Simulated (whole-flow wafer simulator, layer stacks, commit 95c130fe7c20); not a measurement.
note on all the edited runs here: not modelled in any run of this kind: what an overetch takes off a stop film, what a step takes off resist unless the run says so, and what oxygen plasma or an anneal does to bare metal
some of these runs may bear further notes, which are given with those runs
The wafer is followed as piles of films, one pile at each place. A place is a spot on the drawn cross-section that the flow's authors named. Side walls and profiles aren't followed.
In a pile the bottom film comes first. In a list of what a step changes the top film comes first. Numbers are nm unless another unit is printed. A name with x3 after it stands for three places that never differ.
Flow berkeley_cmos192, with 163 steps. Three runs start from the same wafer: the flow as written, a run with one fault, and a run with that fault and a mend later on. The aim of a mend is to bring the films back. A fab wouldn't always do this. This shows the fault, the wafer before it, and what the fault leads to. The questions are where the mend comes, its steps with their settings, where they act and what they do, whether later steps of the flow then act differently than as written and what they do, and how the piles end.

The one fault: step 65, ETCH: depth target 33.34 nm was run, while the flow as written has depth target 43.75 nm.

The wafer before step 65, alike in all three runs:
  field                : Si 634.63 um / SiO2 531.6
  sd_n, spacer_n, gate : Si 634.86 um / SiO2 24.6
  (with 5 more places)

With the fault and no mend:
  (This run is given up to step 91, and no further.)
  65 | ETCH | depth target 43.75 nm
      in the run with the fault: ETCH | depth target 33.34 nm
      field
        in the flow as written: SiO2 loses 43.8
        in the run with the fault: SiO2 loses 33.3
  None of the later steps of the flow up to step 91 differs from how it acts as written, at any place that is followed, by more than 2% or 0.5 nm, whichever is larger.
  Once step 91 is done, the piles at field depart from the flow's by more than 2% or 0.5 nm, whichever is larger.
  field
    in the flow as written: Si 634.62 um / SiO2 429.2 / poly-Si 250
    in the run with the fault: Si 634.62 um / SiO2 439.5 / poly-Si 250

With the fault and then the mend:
  The mend follows step 65.
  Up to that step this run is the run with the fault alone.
  65a | ETCH | depth target 10.41 nm (the flow's step 65 again, with other settings)
      field
        SiO2 loses 10.4
  None of the later steps of the flow differs from how it acts as written, at any place that is followed, by more than 2% or 0.5 nm, whichever is larger.
  By the end, the piles equal the flow's at every place that both follow.
